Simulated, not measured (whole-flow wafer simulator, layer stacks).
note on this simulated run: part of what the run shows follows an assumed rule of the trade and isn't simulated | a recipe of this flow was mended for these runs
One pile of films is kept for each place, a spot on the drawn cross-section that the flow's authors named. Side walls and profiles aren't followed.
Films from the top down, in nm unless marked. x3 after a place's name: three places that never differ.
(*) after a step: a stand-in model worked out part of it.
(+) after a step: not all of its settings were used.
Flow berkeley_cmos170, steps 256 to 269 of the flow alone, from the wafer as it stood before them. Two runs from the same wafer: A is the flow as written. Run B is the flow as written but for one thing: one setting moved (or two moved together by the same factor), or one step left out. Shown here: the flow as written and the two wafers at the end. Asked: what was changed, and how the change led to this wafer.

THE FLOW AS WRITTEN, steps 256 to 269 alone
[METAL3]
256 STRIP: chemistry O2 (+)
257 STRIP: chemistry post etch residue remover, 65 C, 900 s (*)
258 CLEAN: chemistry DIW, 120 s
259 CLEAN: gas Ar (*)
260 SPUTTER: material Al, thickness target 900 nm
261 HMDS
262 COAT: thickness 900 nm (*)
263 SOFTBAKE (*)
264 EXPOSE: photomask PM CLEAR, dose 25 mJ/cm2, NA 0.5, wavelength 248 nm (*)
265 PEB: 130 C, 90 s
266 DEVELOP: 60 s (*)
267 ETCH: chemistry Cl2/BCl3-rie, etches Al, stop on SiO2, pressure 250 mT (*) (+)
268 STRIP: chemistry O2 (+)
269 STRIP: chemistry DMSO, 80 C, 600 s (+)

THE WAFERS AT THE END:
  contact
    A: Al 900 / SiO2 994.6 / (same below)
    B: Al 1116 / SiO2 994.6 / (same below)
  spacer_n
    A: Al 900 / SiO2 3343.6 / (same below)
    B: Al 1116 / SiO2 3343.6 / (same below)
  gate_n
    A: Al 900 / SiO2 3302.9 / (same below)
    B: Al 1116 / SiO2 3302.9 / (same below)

The cause: step 260, SPUTTER: thickness target 1116 nm was run, where the flow has thickness target 900 nm.
It can be read off the wafer: contact has Al 1116, and step 260 as written asks for 900 nm.

How the change led to this, step by step:
  260 SPUTTER: material Al, thickness target 900 nm
      field, mark, sd_n and 9 more: A Al +900 (new film) | B Al +1116 (new film)
      via2: A Al +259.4 | B Al +286.6
  262 COAT: thickness 900 nm (*)
      via2: A KrF-resist +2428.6 (new film) | B KrF-resist +2608.9 (new film)
  265 PEB: 130 C, 90 s
      via2: A KrF-resist -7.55 | B KrF-resist -8.89
  267 ETCH: chemistry Cl2/BCl3-rie, etches Al, stop on SiO2, pressure 250 mT (*) (+)
      field, sd_n, spacer_n and 9 more: A KrF-resist -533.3 | B KrF-resist -641.3
      mark: A Al -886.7 (all of it), SiO2 -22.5 | B Al -1102.7 (all of it), SiO2 -22.5
  268 STRIP: chemistry O2 (+)
      field, spacer_n, gate_n: A KrF-resist -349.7 (all of it) | B KrF-resist -241.7 (all of it)
      sd_n: A KrF-resist -349 (all of it) | B KrF-resist -241 (all of it)
      (and at 8 more places)
